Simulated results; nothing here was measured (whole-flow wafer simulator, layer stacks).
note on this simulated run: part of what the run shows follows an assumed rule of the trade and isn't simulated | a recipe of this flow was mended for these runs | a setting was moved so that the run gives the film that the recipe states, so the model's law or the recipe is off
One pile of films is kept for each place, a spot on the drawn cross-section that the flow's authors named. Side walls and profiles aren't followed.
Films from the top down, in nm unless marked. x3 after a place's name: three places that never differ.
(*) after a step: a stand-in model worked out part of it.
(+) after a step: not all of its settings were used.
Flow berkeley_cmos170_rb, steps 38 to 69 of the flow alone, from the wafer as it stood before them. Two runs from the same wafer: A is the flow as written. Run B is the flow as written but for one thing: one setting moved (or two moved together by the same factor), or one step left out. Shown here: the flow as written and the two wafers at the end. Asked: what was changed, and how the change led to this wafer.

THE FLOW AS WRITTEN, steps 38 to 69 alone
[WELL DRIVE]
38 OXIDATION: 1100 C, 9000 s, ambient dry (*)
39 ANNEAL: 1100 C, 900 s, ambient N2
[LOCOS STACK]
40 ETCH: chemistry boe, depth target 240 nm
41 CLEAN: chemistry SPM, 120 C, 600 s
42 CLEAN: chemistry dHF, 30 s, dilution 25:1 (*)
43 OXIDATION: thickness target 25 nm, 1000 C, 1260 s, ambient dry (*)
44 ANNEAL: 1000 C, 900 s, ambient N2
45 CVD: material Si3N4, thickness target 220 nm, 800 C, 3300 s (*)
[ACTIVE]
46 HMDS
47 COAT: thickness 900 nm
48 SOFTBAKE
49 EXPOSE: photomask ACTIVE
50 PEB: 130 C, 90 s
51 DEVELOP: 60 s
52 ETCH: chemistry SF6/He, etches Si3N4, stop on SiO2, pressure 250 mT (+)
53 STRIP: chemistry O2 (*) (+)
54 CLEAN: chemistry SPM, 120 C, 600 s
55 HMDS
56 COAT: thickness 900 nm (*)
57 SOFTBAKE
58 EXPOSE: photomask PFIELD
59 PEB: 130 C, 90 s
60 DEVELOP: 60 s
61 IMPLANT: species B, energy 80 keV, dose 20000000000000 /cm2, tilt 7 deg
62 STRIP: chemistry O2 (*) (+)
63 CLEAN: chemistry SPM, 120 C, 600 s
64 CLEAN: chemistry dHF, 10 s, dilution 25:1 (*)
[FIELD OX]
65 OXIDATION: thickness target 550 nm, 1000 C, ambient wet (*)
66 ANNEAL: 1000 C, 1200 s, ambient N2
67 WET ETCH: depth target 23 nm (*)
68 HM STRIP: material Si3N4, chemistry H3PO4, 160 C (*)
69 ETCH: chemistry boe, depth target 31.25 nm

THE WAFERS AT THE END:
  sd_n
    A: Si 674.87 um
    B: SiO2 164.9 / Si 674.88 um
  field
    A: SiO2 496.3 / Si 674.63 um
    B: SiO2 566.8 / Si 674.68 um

The cause: step 40, ETCH: chemistry boe, depth target 240 nm, was left out.

How the change led to this, step by step:
  41 CLEAN: chemistry SPM, 120 C, 600 s
      field, sd_n, spacer_n and 6 more: A chemical SiO2 +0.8 (new film), Si -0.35 | B nothing
  42 CLEAN: chemistry dHF, 30 s, dilution 25:1 (*)
      field, sd_n, spacer_n and 6 more: A chemical SiO2 -0.8 (all of it) | B SiO2 -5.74
  43 OXIDATION: thickness target 25 nm, 1000 C, 1260 s, ambient dry (*)
      field, sd_n, spacer_n and 6 more: A SiO2 +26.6 (new film), Si -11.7 | B SiO2 +7.54, Si -3.32
  65 OXIDATION: thickness target 550 nm, 1000 C, ambient wet (*)
      sd_n: A SiO2 +12.1 (new film), Si3N4 -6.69, SiO2 +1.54, Si -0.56 | B SiO2 +12.1 (new film), Si3N4 -6.69
      gate: A SiO2 +12.1 (new film), Si3N4 -6.69, SiO2 +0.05, Si -0.05 | B SiO2 +12.1 (new film), Si3N4 -6.69
      (and at 2 more places)
  69 ETCH: chemistry boe, depth target 31.25 nm
      spacer_n, spacer_p, gate_p, contact, m1: A SiO2 -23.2 (all of it) | B SiO2 -31.2
      gate, sd_p: A SiO2 -23.3 (all of it) | B SiO2 -31.2
      (and at 1 more place)
